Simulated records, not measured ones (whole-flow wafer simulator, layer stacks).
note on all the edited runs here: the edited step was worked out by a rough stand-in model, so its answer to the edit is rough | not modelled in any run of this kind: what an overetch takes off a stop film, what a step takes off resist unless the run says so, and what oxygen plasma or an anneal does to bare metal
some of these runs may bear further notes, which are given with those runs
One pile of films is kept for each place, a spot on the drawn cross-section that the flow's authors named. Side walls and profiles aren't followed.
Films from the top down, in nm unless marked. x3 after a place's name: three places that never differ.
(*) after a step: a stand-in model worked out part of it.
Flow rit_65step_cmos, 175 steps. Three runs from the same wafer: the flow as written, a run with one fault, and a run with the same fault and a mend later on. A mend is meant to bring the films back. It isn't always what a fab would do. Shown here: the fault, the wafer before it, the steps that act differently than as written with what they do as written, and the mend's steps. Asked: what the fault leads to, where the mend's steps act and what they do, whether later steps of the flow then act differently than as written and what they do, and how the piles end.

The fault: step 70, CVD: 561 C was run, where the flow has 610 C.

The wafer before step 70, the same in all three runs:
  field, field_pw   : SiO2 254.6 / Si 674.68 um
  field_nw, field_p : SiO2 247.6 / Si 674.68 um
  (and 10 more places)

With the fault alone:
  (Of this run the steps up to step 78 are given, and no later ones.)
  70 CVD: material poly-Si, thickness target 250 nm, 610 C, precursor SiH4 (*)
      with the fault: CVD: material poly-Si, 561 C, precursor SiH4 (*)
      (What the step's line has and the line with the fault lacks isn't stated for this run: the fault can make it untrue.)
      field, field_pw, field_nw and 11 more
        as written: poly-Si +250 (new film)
        with the fault: poly-Si +85.8 (new film)
  No later step of the flow up to step 78 acts differently than as written, at any place that is followed, by more than 2% or 0.5 nm, whichever is larger.
  After step 78 the piles differ from the flow's by more than 2% or 0.5 nm, whichever is larger, at field, field_pw, field_nw and 11 more.
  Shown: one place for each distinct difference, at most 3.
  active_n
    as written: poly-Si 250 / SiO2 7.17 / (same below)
    with the fault: poly-Si 85.8 / SiO2 7.17 / (same below)
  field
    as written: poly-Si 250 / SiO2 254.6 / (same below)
    with the fault: poly-Si 85.8 / SiO2 254.6 / (same below)
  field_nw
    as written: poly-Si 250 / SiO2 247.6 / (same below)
    with the fault: poly-Si 85.8 / SiO2 247.6 / (same below)

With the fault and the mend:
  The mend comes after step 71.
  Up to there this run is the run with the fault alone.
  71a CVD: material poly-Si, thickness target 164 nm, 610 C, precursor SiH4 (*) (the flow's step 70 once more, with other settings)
      field, field_pw, field_nw and 11 more
        poly-Si +164
  No later step of the flow acts differently than as written, at any place that is followed, by more than 2% or 0.5 nm, whichever is larger.
  At the end the piles differ from the flow's only slightly at the places that both follow, by at most 2% or 0.5 nm, whichever is larger.
